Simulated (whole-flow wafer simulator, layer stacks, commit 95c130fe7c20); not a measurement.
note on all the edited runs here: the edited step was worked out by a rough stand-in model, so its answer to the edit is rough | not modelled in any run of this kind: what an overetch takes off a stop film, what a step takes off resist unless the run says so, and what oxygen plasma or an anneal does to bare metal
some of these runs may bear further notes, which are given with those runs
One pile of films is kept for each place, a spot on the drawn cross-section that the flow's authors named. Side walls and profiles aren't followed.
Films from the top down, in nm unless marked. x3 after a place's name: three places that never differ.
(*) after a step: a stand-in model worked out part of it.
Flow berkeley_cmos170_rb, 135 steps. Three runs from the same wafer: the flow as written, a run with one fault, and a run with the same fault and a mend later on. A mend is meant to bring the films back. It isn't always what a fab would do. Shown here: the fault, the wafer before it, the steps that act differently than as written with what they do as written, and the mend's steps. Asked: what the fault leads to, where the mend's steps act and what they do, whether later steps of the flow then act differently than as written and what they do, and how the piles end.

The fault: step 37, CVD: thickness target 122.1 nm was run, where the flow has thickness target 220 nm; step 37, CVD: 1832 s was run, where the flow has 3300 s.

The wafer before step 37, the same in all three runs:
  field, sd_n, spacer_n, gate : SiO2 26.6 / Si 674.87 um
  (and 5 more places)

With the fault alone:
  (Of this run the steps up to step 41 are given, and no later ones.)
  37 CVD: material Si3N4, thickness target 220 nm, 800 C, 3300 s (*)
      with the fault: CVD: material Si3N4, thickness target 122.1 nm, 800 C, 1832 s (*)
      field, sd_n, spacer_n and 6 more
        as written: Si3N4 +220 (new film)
        with the fault: Si3N4 +122.1 (new film)
  No later step of the flow up to step 41 acts differently than as written at any place that is followed.
  After step 41 the piles differ from the flow's by more than 2% or 0.5 nm, whichever is larger, at field, sd_n, spacer_n and 6 more.
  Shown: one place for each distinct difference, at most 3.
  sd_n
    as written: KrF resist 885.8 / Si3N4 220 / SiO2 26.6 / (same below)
    with the fault: KrF resist 885.8 / Si3N4 122.1 / SiO2 26.6 / (same below)
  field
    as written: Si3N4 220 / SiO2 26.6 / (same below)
    with the fault: Si3N4 122.1 / SiO2 26.6 / (same below)

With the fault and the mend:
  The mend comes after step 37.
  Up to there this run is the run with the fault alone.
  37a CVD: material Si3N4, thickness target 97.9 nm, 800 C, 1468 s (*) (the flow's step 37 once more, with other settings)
      field, sd_n, spacer_n and 6 more
        Si3N4 +97.9
  No later step of the flow acts differently than as written at any place that is followed.
  At the end the piles are the same as the flow's at every place that both follow.
